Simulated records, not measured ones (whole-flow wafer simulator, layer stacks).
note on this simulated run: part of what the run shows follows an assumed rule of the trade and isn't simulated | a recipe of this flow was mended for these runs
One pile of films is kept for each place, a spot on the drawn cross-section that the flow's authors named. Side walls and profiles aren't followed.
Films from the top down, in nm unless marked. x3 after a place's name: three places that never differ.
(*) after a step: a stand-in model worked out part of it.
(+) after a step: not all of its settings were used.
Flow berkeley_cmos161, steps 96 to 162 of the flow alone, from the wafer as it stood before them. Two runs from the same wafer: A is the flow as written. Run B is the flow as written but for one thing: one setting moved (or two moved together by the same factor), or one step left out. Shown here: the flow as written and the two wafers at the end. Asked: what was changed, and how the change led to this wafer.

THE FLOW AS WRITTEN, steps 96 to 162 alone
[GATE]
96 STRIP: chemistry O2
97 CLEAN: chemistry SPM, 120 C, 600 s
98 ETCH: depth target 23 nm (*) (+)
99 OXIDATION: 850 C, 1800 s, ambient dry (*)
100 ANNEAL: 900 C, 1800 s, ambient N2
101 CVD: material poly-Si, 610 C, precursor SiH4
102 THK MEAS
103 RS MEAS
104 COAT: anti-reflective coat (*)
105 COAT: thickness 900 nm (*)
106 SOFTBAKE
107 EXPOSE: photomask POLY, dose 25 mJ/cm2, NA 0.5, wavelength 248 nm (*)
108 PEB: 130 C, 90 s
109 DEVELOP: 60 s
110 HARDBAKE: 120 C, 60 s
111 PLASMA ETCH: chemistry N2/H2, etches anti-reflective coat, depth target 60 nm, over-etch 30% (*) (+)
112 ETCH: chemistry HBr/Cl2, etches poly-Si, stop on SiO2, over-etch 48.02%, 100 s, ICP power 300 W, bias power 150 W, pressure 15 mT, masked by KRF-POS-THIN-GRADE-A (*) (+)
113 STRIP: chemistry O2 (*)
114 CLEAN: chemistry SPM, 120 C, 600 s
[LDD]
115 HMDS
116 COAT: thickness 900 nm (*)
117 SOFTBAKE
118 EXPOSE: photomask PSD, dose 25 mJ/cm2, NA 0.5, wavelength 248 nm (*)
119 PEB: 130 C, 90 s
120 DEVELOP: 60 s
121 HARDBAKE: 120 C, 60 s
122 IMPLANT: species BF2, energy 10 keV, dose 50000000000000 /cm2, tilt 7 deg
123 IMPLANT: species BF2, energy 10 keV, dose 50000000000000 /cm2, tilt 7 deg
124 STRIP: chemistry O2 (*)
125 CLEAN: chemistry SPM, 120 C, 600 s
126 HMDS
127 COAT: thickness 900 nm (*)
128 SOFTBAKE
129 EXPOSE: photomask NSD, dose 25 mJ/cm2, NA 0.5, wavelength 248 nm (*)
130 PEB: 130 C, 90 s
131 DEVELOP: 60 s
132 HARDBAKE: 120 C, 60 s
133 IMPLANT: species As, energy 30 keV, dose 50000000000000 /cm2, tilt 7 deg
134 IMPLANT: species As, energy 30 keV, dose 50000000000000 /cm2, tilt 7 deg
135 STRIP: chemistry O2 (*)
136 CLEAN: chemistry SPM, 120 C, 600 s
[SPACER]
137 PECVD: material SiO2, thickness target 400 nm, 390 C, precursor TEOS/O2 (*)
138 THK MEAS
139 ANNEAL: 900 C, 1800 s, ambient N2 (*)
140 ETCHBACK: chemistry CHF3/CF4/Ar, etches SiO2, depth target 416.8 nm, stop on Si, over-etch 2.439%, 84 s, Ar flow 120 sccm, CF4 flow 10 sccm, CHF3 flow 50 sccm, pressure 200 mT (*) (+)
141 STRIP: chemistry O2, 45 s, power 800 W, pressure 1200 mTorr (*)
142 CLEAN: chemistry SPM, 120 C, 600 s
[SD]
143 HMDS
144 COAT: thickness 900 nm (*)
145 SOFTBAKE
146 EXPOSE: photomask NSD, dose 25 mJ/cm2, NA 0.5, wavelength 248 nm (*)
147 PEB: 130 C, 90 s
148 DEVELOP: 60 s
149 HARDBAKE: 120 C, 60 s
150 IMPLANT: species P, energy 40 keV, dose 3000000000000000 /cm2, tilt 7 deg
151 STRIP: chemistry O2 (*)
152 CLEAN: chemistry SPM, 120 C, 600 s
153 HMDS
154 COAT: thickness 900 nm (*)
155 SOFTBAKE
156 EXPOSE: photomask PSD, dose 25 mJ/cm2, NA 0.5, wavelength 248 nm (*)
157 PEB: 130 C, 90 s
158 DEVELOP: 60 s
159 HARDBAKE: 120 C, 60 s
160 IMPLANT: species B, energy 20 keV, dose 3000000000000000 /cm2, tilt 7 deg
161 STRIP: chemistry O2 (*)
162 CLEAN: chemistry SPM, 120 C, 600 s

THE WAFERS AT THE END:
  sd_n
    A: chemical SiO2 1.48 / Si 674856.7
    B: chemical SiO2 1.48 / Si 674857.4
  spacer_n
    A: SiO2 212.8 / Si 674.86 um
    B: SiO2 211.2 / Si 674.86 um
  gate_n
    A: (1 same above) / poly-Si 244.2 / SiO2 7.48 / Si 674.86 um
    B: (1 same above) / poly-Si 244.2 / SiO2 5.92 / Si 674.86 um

The cause: step 99, OXIDATION: 827 C was run, where the flow has 850 C.

How the change led to this, step by step:
  99 OXIDATION: 850 C, 1800 s, ambient dry (*)
      sd_n, spacer_n, gate_n, sd_p, spacer_p, gate_p, contact, m1: A SiO2 +7.48 (new film), Si -3.29 | B SiO2 +5.92 (new film), Si -2.6
